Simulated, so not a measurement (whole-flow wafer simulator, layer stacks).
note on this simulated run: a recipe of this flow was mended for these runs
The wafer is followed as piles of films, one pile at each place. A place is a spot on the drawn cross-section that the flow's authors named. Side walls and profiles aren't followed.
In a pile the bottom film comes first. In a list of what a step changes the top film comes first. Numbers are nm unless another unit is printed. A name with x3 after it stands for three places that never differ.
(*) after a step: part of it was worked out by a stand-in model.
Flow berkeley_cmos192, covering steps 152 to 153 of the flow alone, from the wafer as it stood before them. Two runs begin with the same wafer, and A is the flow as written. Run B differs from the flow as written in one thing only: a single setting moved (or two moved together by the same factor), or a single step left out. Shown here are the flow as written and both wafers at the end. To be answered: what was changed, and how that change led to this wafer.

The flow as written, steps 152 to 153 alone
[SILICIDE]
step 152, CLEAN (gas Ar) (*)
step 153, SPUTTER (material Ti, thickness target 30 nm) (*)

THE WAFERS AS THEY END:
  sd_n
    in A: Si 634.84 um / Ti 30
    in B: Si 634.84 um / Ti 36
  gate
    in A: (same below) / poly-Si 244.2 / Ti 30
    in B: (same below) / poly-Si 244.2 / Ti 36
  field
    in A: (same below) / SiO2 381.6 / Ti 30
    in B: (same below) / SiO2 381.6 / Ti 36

What caused this: step 153, SPUTTER: thickness target 36 nm was run, whereas the flow has thickness target 30 nm.
One can read it off the wafer: sd_n has Ti 36, and step 153 as written asks for 30 nm.

How this came from the change, step by step:
  step 153, SPUTTER (material Ti, thickness target 30 nm) (*)
      field, sd_n, spacer_n, gate, spacer_p, gate_p, contact x2: A Ti gains 30 (new film) | B Ti gains 36 (new film)
      sd_p: A Ti gains 28.2 (new film) | B Ti gains 33.9 (new film)
